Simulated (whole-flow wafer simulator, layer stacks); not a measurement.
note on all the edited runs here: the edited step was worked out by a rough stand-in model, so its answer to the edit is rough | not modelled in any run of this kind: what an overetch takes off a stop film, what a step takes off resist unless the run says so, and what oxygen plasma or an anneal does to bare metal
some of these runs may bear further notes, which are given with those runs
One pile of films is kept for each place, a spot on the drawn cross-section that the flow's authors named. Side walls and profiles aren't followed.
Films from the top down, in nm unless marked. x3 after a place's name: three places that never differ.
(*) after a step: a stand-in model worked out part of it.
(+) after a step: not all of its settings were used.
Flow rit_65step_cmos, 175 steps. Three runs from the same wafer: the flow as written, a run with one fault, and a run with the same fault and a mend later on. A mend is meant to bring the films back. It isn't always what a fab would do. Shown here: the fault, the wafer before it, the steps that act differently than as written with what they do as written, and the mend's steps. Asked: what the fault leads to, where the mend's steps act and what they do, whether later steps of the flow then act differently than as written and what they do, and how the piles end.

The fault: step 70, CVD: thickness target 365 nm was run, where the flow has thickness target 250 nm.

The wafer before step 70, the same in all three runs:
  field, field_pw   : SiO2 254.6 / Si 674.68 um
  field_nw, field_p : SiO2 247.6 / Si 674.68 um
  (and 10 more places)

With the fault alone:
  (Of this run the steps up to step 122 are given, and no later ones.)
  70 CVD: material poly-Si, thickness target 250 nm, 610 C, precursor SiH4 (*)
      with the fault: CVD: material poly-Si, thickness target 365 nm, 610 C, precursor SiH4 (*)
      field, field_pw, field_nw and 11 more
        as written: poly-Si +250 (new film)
        with the fault: poly-Si +365 (new film)
  Later steps of the flow that act differently than as written (3 more steps differ only slightly, by at most 2% or 0.5 nm, whichever is larger, and aren't shown):
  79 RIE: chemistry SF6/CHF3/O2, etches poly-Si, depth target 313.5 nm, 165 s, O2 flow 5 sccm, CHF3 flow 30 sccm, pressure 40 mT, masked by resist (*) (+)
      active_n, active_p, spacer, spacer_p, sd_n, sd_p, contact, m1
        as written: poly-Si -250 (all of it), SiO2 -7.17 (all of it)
        with the fault: poly-Si -313.5
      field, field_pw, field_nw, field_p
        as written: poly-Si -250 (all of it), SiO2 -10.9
        with the fault: poly-Si -313.5
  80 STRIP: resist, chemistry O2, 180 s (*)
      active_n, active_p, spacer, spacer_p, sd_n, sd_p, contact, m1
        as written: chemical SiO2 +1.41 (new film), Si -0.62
        with the fault: chemical SiO2 +1.41 (new film), poly-Si -0.62
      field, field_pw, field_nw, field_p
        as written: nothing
        with the fault: chemical SiO2 +1.41 (new film), poly-Si -0.62
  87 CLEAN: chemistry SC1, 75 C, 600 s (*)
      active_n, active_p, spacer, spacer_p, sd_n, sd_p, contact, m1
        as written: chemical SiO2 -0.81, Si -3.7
        with the fault: chemical SiO2 -0.81, poly-Si -3.7
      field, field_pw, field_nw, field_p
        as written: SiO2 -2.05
        with the fault: chemical SiO2 -0.81, poly-Si -3.7
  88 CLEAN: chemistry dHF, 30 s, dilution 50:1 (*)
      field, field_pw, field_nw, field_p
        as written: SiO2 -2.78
        with the fault: chemical SiO2 -0.6 (all of it)
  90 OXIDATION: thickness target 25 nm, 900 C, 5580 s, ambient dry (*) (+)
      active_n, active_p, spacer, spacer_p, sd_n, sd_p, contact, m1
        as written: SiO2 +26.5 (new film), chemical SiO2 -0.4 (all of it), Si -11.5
        with the fault: SiO2 +28.9 (new film), chemical SiO2 -0.4 (all of it), poly-Si -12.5
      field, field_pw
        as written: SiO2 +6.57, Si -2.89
        with the fault: SiO2 +28.9 (new film), chemical SiO2 -0.4 (all of it), poly-Si -12.5
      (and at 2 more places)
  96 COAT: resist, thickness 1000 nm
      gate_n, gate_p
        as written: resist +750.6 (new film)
        with the fault: resist +700.9 (new film)
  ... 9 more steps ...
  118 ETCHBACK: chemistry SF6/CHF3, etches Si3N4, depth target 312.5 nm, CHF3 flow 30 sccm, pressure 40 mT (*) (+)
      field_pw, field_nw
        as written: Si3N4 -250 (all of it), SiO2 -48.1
        with the fault: Si3N4 -250 (all of it), SiO2 -24.1 (all of it), poly-Si -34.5 (all of it), SiO2 -7.32
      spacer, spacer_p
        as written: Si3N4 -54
        with the fault: Si3N4 +0.96
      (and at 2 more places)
  After step 122 the piles differ from the flow's by more than 2% or 0.5 nm, whichever is larger, at field, field_pw, field_nw, field_p, gate_n, gate_p, spacer, spacer_p.
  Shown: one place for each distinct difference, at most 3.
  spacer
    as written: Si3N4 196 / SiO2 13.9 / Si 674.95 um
    with the fault: Si3N4 251 / SiO2 16.3 / poly-Si 34.5 / SiO2 7.17 / Si 674.97 um
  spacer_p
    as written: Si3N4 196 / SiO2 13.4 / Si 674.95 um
    with the fault: Si3N4 251 / SiO2 15.7 / poly-Si 34.5 / SiO2 7.17 / Si 674.97 um
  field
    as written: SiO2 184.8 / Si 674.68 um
    with the fault: SiO2 239.6 / Si 674.68 um

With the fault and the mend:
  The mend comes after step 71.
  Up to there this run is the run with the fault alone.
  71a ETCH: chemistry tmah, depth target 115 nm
      field, field_pw, field_nw and 11 more
        poly-Si -115
  No later step of the flow acts differently than as written at any place that is followed.
  At the end the piles are the same as the flow's at every place that both follow.
